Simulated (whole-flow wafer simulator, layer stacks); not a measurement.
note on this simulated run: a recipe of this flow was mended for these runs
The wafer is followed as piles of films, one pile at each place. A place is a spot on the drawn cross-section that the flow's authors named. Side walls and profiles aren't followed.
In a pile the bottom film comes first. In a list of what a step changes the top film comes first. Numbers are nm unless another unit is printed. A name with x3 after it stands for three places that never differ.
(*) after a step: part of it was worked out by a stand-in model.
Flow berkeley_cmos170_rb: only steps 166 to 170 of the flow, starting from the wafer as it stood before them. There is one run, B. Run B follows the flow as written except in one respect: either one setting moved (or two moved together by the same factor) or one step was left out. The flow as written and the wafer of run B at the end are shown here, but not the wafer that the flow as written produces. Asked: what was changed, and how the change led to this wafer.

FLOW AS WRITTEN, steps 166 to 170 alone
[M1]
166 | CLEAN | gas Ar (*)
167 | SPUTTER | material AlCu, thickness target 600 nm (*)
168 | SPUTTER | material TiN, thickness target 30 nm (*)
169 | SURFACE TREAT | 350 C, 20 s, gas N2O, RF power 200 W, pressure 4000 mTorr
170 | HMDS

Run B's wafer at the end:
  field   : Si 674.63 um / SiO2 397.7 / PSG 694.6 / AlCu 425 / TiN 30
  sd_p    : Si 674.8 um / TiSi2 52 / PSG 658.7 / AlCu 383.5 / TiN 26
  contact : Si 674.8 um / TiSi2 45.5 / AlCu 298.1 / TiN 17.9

What caused this: step 167, SPUTTER: thickness target 425 nm was run, whereas the flow has thickness target 600 nm.
One can read it off the wafer: field has AlCu 425, and step 167 as written asks for 600 nm.

Step by step, how the change led to this:
  167 | SPUTTER | material AlCu, thickness target 600 nm (*)
      field, sd_n, spacer_n, gate, spacer_p, gate_p, m1: +425 AlCu (new film) (as written it would have been: +600 AlCu (new film))
      sd_p: +383.5 AlCu (new film) (as written it would have been: +549.6 AlCu (new film))
      (also at 1 further place)
  168 | SPUTTER | material TiN, thickness target 30 nm (*)
      contact: +17.9 TiN (new film) (as written it would have been: +16.3 TiN (new film))
